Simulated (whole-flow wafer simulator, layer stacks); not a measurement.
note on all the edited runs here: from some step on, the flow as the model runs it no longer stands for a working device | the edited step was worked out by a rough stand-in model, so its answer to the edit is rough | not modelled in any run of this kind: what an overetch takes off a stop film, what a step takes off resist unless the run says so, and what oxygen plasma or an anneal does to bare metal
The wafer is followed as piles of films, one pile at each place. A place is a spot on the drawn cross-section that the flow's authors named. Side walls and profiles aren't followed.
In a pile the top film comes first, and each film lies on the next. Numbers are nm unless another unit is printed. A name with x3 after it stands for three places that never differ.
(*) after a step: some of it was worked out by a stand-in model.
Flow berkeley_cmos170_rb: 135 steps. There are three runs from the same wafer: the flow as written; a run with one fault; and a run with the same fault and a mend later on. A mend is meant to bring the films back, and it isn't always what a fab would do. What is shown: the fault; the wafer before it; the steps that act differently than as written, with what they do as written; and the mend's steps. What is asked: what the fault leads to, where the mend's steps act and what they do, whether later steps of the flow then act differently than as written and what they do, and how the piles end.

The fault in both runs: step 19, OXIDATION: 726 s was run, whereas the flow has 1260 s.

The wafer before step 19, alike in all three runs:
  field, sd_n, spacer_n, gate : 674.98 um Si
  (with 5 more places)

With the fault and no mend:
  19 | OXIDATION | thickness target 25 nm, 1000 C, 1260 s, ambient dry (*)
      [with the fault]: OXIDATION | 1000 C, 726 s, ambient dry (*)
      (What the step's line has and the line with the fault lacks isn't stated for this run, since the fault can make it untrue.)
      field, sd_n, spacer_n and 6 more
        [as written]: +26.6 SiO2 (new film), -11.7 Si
        [with the fault]: +19.8 SiO2 (new film), -8.72 Si
  Steps further on in the flow that do not act as written:
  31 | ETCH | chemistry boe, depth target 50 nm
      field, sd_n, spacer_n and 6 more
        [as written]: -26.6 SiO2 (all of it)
        [with the fault]: -19.8 SiO2 (all of it)
  At the end the piles are close to the flow's at the places that both follow, differing by at most 2% or 0.5 nm, whichever is larger.

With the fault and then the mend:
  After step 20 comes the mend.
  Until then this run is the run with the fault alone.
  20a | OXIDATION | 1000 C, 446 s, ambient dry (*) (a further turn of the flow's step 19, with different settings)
      field, sd_n, spacer_n and 6 more
        +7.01 SiO2, -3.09 Si
  None of the later steps of the flow differs from how it acts as written, at any place that is followed, by more than 2% or 0.5 nm, whichever is larger.
  At the end the piles are close to the flow's at the places that both follow, differing by at most 2% or 0.5 nm, whichever is larger.
